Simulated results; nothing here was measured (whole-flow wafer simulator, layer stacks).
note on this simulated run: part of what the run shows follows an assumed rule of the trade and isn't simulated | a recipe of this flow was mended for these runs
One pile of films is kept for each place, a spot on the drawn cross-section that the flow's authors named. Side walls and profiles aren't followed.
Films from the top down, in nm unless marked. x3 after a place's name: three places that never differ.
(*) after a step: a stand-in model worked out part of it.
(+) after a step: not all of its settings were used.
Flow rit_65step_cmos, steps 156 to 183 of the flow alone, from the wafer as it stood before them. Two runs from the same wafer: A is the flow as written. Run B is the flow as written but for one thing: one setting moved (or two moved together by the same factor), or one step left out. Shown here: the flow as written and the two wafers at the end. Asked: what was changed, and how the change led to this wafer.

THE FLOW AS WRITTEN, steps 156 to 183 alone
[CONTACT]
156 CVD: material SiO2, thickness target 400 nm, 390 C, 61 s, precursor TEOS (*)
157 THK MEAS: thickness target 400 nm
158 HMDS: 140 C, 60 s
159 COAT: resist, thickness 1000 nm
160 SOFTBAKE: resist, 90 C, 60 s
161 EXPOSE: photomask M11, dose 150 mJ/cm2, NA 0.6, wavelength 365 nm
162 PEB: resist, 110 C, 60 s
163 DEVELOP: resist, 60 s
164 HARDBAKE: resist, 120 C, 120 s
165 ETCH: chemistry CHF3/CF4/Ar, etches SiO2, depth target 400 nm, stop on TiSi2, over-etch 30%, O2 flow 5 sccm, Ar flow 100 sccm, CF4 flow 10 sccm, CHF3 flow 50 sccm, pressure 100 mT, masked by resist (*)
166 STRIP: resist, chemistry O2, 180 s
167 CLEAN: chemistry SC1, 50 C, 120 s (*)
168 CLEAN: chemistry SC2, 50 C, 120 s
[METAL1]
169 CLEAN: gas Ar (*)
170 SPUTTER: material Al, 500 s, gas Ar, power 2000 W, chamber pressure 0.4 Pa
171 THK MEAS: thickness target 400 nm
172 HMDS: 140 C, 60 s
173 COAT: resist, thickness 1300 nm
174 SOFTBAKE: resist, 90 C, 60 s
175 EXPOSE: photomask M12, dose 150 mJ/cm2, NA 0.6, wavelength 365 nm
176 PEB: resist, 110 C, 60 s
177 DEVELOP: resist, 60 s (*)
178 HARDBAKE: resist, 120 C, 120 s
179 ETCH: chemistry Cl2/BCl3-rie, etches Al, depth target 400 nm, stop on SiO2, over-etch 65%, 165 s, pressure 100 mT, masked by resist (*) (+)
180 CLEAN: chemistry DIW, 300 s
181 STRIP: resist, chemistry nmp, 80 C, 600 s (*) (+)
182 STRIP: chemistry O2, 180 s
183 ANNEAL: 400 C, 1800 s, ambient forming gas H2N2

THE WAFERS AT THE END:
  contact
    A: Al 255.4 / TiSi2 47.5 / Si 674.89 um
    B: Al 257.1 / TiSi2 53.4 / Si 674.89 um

The cause: step 165, ETCH: depth target 309.1 nm was run, where the flow has depth target 400 nm.

How the change led to this, step by step:
  165 ETCH: chemistry CHF3/CF4/Ar, etches SiO2, depth target 400 nm, stop on TiSi2, over-etch 30%, O2 flow 5 sccm, Ar flow 100 sccm, CF4 flow 10 sccm, CHF3 flow 50 sccm, pressure 100 mT, masked by resist (*)
      field, field_pw, field_nw and 10 more: A resist -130 | B resist -100.5
      contact: A SiO2 -400 (all of it), TiSi2 -6 | B SiO2 -400 (all of it), TiSi2 -0.09
  166 STRIP: resist, chemistry O2, 180 s
      active_n, active_p: A resist -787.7 (all of it) | B resist -817.3 (all of it)
      field: A resist -847 (all of it) | B resist -876.6 (all of it)
      (and at 10 more places)
